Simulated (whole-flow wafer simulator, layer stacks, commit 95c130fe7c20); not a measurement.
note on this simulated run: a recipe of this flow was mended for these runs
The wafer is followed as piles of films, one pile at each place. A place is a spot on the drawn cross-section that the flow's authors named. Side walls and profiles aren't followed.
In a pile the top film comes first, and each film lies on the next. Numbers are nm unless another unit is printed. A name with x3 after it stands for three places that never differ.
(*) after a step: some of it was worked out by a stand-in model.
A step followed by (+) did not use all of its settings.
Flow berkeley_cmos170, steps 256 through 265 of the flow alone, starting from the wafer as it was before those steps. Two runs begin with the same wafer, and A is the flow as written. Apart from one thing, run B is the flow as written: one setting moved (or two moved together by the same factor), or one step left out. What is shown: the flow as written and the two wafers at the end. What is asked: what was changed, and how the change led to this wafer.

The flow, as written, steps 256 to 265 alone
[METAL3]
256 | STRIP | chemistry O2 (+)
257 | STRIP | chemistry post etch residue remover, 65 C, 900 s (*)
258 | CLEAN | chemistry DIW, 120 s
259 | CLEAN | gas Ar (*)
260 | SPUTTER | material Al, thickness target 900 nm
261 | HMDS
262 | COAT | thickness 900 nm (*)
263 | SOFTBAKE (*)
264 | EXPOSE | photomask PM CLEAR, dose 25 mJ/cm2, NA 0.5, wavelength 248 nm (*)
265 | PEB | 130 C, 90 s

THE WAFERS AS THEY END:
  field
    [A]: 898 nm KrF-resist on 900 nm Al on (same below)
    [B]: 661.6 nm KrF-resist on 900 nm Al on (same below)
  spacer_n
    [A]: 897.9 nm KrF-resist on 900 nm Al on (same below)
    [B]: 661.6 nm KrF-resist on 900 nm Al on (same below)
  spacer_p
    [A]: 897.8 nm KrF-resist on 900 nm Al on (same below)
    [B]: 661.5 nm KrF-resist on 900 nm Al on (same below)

Cause: step 262, COAT: thickness 663 nm was run, though the flow has thickness 900 nm.

Step by step, how the change led to this:
  262 | COAT | thickness 900 nm (*)
      field, mark: A KrF-resist gains 900 (new film) | B KrF-resist gains 663 (new film)
      sd_p, spacer_p: A KrF-resist gains 899.8 (new film) | B KrF-resist gains 662.8 (new film)
      (as well as at 9 more places)
  265 | PEB | 130 C, 90 s
      field, mark, sd_n and 6 more: A KrF-resist loses 2 | B KrF-resist loses 1.39
      m1: A KrF-resist loses 1.92 | B KrF-resist loses 1.3
      (as well as at 3 more places)
